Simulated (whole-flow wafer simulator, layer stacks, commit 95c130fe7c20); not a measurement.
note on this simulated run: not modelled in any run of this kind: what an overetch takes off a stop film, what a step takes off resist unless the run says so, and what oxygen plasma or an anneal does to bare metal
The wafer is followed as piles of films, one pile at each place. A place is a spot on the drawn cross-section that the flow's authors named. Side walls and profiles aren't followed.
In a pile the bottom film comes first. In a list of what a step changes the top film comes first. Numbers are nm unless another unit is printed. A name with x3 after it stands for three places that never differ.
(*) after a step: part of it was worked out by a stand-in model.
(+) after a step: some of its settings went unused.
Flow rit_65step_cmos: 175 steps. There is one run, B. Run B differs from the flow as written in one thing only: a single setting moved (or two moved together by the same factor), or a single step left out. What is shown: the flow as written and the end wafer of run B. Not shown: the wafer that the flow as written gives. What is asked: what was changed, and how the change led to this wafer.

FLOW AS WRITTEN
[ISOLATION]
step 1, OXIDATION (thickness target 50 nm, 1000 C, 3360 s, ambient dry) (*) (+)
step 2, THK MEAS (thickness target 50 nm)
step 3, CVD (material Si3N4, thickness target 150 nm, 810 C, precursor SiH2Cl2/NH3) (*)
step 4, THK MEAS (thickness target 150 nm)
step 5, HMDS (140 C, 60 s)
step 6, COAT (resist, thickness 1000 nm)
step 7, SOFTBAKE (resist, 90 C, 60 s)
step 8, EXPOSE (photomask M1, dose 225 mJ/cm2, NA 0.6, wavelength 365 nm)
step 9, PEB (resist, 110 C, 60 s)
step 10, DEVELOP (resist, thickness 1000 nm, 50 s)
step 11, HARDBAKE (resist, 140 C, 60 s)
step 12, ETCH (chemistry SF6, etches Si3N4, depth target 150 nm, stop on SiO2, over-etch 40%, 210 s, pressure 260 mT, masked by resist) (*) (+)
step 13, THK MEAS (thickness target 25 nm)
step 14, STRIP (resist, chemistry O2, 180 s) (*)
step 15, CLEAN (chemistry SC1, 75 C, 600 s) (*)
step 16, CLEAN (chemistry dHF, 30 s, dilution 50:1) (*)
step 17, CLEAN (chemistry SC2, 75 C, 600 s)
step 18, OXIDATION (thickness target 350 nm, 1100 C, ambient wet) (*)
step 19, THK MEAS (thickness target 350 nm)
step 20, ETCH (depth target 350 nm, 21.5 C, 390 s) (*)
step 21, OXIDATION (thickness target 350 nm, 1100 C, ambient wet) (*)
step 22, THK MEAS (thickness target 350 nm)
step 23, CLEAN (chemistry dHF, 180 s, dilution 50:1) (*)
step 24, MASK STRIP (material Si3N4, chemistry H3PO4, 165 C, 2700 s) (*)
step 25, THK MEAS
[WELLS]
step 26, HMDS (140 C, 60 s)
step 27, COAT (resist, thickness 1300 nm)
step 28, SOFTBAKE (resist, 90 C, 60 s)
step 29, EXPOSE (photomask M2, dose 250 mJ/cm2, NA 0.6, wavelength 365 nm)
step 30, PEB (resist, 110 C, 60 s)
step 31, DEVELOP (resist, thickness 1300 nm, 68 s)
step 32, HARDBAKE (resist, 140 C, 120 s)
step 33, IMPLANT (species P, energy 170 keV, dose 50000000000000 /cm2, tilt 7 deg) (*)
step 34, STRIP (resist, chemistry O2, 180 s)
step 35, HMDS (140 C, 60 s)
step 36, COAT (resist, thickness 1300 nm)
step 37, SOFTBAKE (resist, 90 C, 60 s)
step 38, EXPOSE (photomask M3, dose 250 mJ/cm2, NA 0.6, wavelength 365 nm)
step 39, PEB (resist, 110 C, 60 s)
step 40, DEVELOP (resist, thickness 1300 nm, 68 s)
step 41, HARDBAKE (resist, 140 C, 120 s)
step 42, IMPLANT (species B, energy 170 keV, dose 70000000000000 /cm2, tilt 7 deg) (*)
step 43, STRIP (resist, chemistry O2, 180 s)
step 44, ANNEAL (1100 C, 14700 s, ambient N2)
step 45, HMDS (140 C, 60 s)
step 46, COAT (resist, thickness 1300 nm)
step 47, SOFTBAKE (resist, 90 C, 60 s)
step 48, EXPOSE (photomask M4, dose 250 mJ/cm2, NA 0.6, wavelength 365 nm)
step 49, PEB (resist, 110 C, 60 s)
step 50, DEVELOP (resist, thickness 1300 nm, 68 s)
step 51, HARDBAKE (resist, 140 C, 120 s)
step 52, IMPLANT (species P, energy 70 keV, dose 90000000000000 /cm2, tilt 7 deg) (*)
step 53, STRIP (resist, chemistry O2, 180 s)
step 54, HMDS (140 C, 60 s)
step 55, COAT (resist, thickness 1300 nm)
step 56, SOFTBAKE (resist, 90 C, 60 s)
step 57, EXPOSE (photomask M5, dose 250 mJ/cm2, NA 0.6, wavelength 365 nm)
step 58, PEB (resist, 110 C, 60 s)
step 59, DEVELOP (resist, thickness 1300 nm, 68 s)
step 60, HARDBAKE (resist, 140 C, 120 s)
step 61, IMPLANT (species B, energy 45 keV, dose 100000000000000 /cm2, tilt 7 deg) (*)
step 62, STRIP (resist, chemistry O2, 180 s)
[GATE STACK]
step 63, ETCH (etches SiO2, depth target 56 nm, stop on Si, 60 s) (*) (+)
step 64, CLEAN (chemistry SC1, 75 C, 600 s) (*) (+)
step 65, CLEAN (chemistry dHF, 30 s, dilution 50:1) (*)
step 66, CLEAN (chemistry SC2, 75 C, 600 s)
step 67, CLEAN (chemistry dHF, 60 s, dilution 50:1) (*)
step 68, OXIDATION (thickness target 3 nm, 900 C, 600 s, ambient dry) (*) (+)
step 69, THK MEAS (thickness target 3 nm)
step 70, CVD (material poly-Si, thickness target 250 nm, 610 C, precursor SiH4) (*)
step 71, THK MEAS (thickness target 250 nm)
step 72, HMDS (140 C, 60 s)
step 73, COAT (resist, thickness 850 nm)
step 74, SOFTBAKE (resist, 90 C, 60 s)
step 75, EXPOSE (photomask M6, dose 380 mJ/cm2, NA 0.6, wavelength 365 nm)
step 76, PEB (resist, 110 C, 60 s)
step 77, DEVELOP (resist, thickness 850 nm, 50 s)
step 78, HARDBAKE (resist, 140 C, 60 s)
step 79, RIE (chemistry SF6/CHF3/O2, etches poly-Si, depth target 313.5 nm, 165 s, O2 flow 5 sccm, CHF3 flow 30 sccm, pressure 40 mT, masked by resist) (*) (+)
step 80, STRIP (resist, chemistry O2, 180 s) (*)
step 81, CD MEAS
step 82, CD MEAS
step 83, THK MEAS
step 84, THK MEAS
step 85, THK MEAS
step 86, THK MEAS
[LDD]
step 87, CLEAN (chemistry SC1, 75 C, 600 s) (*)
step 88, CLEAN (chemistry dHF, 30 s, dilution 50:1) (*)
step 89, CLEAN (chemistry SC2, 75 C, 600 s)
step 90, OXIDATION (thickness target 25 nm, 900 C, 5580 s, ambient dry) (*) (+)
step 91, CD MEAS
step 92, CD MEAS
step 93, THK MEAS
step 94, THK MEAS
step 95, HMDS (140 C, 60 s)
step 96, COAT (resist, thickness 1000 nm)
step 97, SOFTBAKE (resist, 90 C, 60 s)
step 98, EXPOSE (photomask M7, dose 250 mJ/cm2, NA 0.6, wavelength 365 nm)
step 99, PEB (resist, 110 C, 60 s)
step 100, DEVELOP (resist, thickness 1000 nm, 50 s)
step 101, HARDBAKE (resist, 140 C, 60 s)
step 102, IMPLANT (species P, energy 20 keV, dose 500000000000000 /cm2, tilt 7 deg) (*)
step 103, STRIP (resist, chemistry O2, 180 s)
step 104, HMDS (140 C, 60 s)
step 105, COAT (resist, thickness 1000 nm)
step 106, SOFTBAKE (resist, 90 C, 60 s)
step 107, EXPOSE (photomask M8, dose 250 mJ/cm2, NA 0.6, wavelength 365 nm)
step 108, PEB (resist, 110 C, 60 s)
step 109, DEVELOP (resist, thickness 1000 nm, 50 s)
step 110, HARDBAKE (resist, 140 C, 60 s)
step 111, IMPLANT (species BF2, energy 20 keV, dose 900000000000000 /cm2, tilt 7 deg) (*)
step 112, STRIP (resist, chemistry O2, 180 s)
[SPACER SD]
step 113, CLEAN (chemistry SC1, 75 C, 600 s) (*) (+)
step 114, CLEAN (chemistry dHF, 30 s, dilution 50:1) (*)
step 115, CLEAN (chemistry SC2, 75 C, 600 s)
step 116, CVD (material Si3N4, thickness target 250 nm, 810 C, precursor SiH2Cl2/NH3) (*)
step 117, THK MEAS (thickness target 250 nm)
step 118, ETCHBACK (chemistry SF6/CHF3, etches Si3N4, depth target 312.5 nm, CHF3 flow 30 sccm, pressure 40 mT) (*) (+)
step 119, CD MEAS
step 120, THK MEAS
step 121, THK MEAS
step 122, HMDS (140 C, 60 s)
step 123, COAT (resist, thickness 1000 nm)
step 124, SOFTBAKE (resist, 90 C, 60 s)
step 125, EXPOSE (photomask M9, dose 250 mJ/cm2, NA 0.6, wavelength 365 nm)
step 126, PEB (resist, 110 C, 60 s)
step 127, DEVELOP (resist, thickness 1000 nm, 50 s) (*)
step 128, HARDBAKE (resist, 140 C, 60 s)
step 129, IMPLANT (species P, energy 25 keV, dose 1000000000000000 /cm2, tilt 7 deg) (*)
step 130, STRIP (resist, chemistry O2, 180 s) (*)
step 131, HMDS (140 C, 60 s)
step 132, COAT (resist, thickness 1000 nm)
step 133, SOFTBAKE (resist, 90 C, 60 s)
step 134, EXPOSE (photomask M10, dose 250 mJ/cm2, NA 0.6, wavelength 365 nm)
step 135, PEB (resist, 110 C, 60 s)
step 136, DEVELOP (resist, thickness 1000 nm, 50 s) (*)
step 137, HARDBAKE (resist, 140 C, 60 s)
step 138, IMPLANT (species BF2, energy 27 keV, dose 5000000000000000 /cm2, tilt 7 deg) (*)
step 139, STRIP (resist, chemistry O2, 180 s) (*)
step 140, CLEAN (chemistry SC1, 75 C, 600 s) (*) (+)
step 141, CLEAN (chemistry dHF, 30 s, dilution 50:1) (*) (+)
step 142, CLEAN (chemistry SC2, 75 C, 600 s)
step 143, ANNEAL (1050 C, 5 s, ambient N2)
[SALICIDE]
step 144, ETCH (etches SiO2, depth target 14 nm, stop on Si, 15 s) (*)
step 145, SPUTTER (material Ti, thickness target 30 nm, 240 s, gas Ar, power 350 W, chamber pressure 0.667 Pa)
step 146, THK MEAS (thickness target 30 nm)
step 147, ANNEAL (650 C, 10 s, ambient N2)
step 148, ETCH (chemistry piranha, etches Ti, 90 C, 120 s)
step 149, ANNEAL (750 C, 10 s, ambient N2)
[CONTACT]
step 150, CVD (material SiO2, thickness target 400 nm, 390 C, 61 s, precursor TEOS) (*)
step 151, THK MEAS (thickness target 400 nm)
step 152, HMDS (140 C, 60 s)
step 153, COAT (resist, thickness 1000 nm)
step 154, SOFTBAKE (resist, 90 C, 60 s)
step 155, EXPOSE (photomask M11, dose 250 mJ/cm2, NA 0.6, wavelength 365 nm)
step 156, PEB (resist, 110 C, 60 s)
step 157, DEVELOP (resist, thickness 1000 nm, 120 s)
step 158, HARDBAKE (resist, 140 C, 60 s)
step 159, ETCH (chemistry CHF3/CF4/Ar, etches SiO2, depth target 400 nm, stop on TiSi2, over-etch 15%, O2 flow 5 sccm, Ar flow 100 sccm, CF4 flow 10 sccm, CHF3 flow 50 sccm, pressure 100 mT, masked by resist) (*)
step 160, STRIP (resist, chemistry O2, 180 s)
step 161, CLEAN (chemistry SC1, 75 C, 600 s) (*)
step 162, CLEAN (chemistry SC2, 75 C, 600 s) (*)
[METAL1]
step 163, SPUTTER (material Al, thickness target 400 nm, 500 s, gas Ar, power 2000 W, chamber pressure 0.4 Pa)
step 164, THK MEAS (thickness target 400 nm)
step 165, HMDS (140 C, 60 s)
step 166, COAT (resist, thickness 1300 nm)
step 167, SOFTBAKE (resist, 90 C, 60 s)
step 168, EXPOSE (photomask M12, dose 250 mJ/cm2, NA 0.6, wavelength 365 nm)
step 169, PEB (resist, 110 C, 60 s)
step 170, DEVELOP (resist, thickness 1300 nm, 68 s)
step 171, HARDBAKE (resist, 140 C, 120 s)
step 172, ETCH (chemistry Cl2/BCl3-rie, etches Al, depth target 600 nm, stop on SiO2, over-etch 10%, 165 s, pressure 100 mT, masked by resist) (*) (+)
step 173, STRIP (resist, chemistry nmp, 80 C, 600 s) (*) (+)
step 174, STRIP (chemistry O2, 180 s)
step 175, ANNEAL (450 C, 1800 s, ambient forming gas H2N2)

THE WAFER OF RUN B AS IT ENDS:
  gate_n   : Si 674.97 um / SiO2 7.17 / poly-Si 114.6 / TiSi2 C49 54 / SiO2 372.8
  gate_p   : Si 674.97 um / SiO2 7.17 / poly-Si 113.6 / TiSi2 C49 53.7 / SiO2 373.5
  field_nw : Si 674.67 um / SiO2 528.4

The reason: step 149, ANNEAL: 712 C was run, whereas the flow has 750 C.

How this came from the change, step by step:
  step 149, ANNEAL (750 C, 10 s, ambient N2)
      gate_n: TiSi first loses 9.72 (all of it), TiSi2 C49 gains 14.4, poly-Si loses 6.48 (as written it would have been: TiSi2 gains 50.8 (new film), TiSi first loses 9.72 (all of it), TiSi2 C49 loses 39.5 (all of it), poly-Si loses 6.48)
      gate_p: TiSi first loses 9.46 (all of it), TiSi2 C49 gains 14.1, poly-Si loses 6.31 (as written it would have been: TiSi2 gains 50.6 (new film), TiSi first loses 9.46 (all of it), TiSi2 C49 loses 39.6 (all of it), poly-Si loses 6.31)
